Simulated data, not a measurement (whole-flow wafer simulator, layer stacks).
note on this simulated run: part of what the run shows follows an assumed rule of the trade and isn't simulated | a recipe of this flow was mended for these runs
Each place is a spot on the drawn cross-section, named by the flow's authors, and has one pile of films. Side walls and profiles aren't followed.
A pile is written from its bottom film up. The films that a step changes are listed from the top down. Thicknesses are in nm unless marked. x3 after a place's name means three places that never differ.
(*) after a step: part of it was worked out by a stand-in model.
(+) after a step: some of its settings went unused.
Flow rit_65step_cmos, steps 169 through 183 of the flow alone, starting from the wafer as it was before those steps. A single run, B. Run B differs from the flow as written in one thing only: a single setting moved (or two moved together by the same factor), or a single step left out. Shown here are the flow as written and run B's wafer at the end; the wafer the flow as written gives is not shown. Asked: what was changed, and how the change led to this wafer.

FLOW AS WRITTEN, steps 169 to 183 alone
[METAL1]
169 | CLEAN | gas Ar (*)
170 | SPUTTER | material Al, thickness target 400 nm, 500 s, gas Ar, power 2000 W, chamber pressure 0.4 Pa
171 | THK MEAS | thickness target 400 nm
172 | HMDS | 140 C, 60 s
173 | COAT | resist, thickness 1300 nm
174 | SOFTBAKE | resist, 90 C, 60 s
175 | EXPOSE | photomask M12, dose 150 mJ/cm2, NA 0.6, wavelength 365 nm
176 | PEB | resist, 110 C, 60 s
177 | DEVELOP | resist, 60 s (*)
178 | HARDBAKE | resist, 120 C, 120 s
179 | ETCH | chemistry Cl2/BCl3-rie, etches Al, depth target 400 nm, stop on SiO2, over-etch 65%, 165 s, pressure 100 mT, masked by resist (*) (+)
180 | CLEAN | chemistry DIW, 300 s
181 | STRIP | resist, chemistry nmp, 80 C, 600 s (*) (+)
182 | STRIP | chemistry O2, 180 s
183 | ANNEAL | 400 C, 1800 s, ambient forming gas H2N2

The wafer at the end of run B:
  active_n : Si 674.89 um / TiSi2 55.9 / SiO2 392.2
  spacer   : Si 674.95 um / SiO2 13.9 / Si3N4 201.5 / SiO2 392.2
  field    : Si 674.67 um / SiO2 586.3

Cause: step 170, SPUTTER: thickness target 655 nm was run, whereas the flow has thickness target 400 nm; step 170, SPUTTER: 819 s was run, where the flow has 500 s.

How this came from the change, step by step:
  170 | SPUTTER | material Al, thickness target 400 nm, 500 s, gas Ar, power 2000 W, chamber pressure 0.4 Pa
      field, field_pw, field_nw and 10 more: Al gains 655 (new film) (in the flow as written it would be: Al gains 400 (new film))
      contact: Al gains 392 (new film) (in the flow as written it would be: Al gains 255.4 (new film))
  173 | COAT | resist, thickness 1300 nm
      contact: resist gains 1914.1 (new film) (in the flow as written it would be: resist gains 1785.1 (new film))
  176 | PEB | resist, 110 C, 60 s
      contact: resist loses 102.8 (in the flow as written it would be: resist loses 95.5)
  178 | HARDBAKE | resist, 120 C, 120 s
      contact: resist loses 67.2 (in the flow as written it would be: resist loses 62.1)
  179 | ETCH | chemistry Cl2/BCl3-rie, etches Al, depth target 400 nm, stop on SiO2, over-etch 65%, 165 s, pressure 100 mT, masked by resist (*) (+)
      field, field_pw, field_nw and 9 more: Al loses 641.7 (all of it), SiO2 loses 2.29 (in the flow as written it would be: Al loses 386.7 (all of it), SiO2 loses 34.2)
  181 | STRIP | resist, chemistry nmp, 80 C, 600 s (*) (+)
      contact: resist loses 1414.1 (all of it) (in the flow as written it would be: resist loses 1297.5 (all of it))
